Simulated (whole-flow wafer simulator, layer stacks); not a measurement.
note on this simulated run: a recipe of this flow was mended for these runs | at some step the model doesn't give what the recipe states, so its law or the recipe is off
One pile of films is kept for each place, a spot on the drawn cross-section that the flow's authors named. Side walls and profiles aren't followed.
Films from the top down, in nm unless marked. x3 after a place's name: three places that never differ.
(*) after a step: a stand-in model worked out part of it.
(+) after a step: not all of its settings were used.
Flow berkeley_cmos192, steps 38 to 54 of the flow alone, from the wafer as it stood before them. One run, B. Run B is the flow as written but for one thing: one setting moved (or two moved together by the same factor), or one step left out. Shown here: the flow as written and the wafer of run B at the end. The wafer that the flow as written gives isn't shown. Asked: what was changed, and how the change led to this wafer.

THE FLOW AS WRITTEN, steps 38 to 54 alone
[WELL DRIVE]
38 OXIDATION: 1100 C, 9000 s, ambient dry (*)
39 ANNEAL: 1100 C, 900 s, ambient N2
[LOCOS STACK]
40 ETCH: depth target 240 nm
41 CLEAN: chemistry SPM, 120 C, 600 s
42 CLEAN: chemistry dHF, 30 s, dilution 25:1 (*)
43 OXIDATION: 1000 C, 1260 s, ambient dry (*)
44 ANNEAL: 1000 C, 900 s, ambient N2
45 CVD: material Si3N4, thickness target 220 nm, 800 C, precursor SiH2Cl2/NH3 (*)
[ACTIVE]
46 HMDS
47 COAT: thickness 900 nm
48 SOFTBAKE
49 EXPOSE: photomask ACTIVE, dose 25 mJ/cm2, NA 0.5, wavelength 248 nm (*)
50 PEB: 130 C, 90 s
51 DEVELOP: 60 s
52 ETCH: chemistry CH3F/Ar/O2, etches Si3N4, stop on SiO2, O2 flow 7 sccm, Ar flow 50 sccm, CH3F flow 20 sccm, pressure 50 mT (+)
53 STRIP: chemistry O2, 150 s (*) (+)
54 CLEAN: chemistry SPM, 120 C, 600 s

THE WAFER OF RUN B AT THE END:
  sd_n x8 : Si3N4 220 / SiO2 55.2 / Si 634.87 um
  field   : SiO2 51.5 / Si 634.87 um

The cause: step 40, ETCH: depth target 154 nm was run, where the flow has depth target 240 nm.

How the change led to this, step by step:
  40 ETCH: depth target 240 nm
      field, sd_n x8: SiO2 -154 (as written it would be: SiO2 -197.6 (all of it))
  41 CLEAN: chemistry SPM, 120 C, 600 s
      field, sd_n x8: nothing (as written it would be: chemical SiO2 +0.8 (new film), Si -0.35)
  42 CLEAN: chemistry dHF, 30 s, dilution 25:1 (*)
      field, sd_n x8: SiO2 -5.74 (as written it would be: chemical SiO2 -0.8 (all of it))
  43 OXIDATION: 1000 C, 1260 s, ambient dry (*)
      field, sd_n x8: SiO2 +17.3, Si -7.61 (as written it would be: SiO2 +26.6 (new film), Si -11.7)
